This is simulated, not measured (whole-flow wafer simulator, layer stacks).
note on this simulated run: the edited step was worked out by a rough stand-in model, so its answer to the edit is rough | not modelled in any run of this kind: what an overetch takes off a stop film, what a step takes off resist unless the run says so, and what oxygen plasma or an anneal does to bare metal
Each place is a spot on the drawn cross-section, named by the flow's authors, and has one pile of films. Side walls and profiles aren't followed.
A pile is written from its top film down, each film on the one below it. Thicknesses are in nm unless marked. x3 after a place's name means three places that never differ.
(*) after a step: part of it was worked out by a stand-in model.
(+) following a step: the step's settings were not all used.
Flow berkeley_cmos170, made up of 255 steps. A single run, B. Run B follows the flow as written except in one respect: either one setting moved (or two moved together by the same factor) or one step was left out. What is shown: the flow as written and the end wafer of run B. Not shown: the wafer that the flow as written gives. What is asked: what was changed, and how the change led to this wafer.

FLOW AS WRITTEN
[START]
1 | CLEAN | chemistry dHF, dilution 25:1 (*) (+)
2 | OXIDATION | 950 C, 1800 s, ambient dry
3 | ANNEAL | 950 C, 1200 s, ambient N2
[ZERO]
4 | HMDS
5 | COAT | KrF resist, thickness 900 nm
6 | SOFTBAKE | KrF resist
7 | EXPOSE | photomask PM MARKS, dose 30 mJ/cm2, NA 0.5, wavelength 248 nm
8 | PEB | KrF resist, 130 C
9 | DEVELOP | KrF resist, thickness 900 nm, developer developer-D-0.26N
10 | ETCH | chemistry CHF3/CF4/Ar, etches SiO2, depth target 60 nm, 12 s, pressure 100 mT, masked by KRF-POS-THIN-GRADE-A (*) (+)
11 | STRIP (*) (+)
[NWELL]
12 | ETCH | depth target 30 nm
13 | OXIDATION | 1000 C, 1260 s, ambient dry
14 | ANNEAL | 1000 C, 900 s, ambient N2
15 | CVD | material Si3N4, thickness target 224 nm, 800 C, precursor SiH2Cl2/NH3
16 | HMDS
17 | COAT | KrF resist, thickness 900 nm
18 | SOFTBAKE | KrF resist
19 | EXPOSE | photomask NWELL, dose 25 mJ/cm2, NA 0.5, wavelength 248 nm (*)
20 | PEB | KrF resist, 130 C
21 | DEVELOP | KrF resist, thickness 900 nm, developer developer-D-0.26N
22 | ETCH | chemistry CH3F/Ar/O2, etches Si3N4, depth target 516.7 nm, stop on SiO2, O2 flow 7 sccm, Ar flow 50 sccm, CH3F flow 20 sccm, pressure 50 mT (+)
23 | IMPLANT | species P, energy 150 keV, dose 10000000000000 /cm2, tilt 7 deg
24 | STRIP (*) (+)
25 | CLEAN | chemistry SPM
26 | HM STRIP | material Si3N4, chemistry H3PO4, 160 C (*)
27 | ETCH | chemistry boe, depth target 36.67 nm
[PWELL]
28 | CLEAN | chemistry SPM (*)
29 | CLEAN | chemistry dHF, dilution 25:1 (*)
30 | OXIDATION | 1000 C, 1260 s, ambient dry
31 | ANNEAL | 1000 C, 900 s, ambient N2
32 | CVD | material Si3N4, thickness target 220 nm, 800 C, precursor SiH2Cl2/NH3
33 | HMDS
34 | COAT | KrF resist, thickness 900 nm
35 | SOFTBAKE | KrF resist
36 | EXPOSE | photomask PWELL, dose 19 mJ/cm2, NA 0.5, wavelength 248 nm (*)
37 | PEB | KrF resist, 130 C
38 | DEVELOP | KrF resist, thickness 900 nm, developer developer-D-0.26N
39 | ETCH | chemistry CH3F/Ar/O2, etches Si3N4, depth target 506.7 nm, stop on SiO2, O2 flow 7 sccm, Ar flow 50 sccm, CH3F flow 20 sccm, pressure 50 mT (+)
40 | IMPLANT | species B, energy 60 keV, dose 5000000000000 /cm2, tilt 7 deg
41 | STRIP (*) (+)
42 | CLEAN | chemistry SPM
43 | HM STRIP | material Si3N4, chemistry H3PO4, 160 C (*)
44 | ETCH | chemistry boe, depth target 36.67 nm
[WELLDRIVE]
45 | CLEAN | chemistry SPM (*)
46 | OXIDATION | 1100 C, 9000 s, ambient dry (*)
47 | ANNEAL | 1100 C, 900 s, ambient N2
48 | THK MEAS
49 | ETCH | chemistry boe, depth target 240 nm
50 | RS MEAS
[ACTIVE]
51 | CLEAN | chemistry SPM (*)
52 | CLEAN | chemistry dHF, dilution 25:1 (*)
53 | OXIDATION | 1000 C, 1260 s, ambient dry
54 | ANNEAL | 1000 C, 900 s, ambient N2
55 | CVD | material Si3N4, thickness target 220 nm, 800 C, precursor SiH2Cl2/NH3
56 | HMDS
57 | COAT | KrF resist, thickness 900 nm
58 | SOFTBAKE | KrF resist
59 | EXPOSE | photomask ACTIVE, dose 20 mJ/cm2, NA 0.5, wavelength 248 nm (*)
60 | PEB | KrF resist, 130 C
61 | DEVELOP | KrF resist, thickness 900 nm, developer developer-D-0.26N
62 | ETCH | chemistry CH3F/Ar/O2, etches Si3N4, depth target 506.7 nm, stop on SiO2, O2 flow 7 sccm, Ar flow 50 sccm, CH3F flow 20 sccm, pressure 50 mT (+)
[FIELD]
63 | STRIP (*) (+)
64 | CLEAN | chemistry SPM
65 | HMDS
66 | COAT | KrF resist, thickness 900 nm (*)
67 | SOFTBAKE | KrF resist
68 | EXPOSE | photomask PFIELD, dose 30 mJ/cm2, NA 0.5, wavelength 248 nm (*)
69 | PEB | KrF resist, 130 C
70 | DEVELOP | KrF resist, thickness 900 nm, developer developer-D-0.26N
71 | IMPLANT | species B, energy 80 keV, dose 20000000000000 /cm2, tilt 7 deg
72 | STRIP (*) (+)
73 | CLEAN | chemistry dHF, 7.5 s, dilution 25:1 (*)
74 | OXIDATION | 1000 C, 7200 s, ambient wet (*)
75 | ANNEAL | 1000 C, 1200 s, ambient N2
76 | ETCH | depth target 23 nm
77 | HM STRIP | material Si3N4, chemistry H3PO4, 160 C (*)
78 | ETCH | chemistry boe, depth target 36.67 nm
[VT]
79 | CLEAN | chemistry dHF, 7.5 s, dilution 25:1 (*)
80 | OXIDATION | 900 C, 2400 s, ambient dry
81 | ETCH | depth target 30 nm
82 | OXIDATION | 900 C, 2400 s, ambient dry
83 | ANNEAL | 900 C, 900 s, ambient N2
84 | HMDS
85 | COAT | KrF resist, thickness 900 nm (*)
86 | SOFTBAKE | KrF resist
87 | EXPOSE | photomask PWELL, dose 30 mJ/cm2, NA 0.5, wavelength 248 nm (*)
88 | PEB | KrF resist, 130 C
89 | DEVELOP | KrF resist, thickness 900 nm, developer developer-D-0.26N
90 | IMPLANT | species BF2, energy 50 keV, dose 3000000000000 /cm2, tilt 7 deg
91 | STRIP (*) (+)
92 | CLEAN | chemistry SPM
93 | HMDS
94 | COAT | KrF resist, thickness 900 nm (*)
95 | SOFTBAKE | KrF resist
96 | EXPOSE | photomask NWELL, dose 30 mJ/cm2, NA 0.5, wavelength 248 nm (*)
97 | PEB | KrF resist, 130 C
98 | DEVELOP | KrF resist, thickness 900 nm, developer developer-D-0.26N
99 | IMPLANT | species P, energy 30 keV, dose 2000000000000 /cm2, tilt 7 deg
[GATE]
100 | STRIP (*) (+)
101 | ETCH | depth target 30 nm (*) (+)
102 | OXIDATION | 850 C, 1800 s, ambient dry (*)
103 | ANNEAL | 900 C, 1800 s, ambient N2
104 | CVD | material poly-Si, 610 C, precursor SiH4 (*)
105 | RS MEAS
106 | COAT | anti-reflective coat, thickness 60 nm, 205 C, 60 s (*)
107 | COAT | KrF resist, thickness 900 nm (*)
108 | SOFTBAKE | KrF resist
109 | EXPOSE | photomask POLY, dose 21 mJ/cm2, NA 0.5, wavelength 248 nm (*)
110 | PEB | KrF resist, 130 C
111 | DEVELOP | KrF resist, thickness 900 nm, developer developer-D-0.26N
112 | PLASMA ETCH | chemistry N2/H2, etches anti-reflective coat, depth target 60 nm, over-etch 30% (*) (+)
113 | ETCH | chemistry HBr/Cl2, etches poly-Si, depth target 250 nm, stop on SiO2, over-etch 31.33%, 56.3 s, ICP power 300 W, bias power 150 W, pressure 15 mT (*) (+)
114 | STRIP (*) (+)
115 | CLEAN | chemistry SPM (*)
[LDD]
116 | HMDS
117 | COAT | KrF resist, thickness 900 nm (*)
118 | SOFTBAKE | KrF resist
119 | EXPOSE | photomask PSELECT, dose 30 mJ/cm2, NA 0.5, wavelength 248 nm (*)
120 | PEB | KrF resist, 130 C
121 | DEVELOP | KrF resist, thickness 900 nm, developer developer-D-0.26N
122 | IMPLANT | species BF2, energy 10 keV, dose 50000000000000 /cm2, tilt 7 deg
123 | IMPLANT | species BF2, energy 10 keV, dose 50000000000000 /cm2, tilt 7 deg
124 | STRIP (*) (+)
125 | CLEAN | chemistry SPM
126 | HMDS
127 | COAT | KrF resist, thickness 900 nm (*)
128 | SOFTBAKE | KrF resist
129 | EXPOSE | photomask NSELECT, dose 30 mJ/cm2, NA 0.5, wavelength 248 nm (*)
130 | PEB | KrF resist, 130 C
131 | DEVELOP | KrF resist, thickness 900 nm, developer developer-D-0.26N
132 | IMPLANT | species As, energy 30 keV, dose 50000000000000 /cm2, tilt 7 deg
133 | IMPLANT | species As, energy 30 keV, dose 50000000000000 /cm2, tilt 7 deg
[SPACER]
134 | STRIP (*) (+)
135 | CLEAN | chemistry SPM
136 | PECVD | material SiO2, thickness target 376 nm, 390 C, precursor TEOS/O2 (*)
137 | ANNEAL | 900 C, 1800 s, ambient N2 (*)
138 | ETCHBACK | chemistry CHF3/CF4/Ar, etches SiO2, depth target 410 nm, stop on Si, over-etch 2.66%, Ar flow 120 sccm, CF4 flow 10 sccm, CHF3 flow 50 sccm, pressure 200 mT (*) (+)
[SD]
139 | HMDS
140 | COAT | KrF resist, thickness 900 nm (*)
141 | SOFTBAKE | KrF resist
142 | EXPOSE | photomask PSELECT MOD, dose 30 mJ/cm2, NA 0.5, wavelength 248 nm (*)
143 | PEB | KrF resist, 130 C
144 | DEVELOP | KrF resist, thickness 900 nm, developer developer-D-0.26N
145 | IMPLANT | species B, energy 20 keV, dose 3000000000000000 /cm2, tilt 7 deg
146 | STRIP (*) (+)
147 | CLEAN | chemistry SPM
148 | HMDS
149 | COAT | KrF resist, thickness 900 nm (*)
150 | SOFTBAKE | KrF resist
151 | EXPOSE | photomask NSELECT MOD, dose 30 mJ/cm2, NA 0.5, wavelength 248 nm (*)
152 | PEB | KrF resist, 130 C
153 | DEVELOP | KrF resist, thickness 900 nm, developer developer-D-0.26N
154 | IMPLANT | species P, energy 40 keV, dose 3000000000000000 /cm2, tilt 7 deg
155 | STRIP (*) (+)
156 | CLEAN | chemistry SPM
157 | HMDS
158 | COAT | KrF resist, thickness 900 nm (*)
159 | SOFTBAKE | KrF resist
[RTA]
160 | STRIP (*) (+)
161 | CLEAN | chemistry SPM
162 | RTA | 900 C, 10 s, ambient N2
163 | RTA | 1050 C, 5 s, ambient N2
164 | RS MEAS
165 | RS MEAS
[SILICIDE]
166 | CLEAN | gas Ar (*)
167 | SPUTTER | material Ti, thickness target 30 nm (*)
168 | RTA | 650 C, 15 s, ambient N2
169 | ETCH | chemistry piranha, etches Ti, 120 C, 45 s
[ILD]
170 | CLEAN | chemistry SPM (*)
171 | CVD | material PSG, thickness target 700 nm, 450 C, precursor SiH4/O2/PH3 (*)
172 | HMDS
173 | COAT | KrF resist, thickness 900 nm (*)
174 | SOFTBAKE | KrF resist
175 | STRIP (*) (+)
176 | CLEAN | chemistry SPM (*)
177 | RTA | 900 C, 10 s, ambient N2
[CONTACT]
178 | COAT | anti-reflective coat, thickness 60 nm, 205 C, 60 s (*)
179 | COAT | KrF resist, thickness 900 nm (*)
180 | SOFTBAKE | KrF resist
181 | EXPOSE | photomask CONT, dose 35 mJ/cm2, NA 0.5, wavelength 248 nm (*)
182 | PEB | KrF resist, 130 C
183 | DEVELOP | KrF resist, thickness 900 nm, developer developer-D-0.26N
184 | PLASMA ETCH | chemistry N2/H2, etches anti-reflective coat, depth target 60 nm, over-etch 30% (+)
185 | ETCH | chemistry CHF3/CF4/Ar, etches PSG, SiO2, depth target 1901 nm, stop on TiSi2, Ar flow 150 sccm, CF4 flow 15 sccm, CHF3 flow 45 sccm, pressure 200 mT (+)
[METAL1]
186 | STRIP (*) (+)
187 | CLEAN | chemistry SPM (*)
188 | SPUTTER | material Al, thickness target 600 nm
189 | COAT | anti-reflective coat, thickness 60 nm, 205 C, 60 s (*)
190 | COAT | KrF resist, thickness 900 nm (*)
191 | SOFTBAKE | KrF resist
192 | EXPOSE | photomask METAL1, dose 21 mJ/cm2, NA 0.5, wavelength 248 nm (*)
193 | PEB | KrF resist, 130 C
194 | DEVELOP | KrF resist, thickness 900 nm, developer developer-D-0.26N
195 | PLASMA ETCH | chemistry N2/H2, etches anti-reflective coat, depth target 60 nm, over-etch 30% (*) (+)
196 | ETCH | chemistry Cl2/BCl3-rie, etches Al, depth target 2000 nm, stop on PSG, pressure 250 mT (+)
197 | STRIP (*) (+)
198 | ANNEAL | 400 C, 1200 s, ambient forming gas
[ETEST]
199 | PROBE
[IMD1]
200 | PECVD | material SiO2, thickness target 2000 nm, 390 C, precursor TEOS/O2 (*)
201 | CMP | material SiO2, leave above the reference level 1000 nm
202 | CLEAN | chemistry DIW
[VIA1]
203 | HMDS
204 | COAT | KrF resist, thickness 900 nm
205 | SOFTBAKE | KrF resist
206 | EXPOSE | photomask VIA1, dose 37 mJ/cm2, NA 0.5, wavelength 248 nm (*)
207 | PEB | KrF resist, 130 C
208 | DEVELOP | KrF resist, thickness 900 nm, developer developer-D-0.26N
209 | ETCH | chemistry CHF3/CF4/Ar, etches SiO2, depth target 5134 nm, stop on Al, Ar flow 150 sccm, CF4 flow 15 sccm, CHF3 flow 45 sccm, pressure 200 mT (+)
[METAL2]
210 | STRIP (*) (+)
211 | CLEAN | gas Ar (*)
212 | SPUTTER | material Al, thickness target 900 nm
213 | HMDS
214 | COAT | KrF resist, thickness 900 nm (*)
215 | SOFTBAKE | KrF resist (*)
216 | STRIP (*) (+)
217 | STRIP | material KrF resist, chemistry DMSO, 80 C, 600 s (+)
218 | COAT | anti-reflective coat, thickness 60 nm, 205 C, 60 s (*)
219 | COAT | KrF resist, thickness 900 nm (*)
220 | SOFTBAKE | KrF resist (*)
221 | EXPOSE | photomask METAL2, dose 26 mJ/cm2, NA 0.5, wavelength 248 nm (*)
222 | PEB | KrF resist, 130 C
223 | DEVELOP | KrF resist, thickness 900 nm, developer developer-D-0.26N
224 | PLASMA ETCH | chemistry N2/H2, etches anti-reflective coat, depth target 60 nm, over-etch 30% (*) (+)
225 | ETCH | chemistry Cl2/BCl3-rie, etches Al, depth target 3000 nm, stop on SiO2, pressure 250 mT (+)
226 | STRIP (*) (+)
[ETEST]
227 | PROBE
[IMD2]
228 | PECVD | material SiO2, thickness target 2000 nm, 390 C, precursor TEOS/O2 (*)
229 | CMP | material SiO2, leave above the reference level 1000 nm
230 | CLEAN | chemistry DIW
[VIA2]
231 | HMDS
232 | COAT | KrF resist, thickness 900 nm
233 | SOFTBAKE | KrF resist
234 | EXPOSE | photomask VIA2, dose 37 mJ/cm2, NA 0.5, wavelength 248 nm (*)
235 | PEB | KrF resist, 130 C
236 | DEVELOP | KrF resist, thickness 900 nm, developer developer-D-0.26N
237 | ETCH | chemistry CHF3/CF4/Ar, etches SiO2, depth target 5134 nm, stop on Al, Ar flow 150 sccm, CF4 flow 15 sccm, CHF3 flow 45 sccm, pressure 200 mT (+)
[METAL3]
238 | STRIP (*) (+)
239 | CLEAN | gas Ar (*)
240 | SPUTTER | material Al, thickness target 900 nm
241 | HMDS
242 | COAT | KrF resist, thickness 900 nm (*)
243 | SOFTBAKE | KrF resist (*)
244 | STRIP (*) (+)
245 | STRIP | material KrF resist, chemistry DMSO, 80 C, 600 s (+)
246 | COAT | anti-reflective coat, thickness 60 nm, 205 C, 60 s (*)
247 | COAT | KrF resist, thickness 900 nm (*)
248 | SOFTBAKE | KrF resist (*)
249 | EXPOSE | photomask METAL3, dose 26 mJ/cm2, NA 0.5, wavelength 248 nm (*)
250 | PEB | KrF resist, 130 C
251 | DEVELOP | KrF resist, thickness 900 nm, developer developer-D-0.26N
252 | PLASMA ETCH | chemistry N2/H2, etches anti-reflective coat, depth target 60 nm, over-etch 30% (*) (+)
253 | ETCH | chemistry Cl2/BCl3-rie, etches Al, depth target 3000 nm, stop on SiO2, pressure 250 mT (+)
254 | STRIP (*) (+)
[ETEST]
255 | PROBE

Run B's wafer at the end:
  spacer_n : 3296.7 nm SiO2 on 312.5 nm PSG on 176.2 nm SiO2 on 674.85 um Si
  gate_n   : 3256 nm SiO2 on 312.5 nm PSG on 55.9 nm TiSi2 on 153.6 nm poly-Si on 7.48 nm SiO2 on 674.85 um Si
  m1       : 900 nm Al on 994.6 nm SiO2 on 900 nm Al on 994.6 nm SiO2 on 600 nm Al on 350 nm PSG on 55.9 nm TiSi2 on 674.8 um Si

Cause: step 171, CVD: thickness target 350 nm was run, though the flow has thickness target 700 nm.
One can read it off the wafer: m1 has PSG 350, and step 171 as written asks for 700 nm.

Step by step, how the change led to this:
  171 | CVD | material PSG, thickness target 700 nm, 450 C, precursor SiH4/O2/PH3 (*)
      field, sd_n, spacer_n and 9 more: +350 PSG (new film) (in the flow as written it would be: +700 PSG (new film))
  178 | COAT | anti-reflective coat, thickness 60 nm, 205 C, 60 s (*)
      field: +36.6 anti-reflective coat (new film) (in the flow as written it would be: +38.6 anti-reflective coat (new film))
      sd_n: +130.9 anti-reflective coat (new film) (in the flow as written it would be: +135.1 anti-reflective coat (new film))
      (and at 5 other places as well)
  184 | PLASMA ETCH | chemistry N2/H2, etches anti-reflective coat, depth target 60 nm, over-etch 30% (+)
      field, sd_n, spacer_n and 8 more: -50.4 KrF resist (in the flow as written it would be: -52.6 KrF resist)
      contact: -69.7 anti-reflective coat (all of it), -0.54 PSG (in the flow as written it would be: -72.8 anti-reflective coat (all of it), -0.56 PSG)
  185 | ETCH | chemistry CHF3/CF4/Ar, etches PSG, SiO2, depth target 1901 nm, stop on TiSi2, Ar flow 150 sccm, CF4 flow 15 sccm, CHF3 flow 45 sccm, pressure 200 mT (+)
      field, sd_n, spacer_n and 8 more: -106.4 KrF resist (in the flow as written it would be: -193.9 KrF resist)
      contact: -349.5 PSG (all of it), -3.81 TiSi2 (in the flow as written it would be: -699.4 PSG (all of it), -3.81 TiSi2)
  186 | STRIP (*) (+)
      field: -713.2 KrF resist (all of it), -36.6 anti-reflective coat (all of it) (in the flow as written it would be: -623.9 KrF resist (all of it), -38.6 anti-reflective coat (all of it))
      sd_n: -735.4 KrF resist (all of it), -130.9 anti-reflective coat (all of it) (in the flow as written it would be: -643.8 KrF resist (all of it), -135.1 anti-reflective coat (all of it))
      (and at 9 other places as well)
  188 | SPUTTER | material Al, thickness target 600 nm
      contact: +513 Al (new film) (in the flow as written it would be: +415.7 Al (new film))
  189 | COAT | anti-reflective coat, thickness 60 nm, 205 C, 60 s (*)
      field: +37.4 anti-reflective coat (new film) (in the flow as written it would be: +38.9 anti-reflective coat (new film))
      sd_n: +35.4 anti-reflective coat (new film) (in the flow as written it would be: +17.7 anti-reflective coat (new film))
      (and at 7 other places as well)
  190 | COAT | KrF resist, thickness 900 nm (*)
      contact: +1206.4 KrF resist (new film) (in the flow as written it would be: +1495.4 KrF resist (new film))
  193 | PEB | KrF resist, 130 C
      contact: -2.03 KrF resist (in the flow as written it would be: -2.63 KrF resist)
  195 | PLASMA ETCH | chemistry N2/H2, etches anti-reflective coat, depth target 60 nm, over-etch 30% (*) (+)
      field: -37.4 anti-reflective coat (all of it) (in the flow as written it would be: -38.9 anti-reflective coat (all of it))
      sd_n: -35.4 anti-reflective coat (all of it) (in the flow as written it would be: -17.7 anti-reflective coat (all of it))
      (and at 4 other places as well)
  197 | STRIP (*) (+)
      contact: -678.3 KrF resist (all of it), -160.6 anti-reflective coat (all of it) (in the flow as written it would be: -966.1 KrF resist (all of it), -261.9 anti-reflective coat (all of it))
      m1: -406.8 KrF resist (all of it), -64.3 anti-reflective coat (all of it) (in the flow as written it would be: -404.7 KrF resist (all of it), -63 anti-reflective coat (all of it))
      (and at 1 other place as well)
  200 | PECVD | material SiO2, thickness target 2000 nm, 390 C, precursor TEOS/O2 (*)
      sd_n: +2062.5 SiO2 (new film) (in the flow as written it would be: +2000 SiO2 (new film))
      contact: +2000 SiO2 (new film) (in the flow as written it would be: +1949.3 SiO2 (new film))
  201 | CMP | material SiO2, leave above the reference level 1000 nm
      sd_n: -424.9 SiO2 (in the flow as written it would be: -362.4 SiO2)
      contact: -559.1 SiO2 (in the flow as written it would be: -61.1 SiO2)
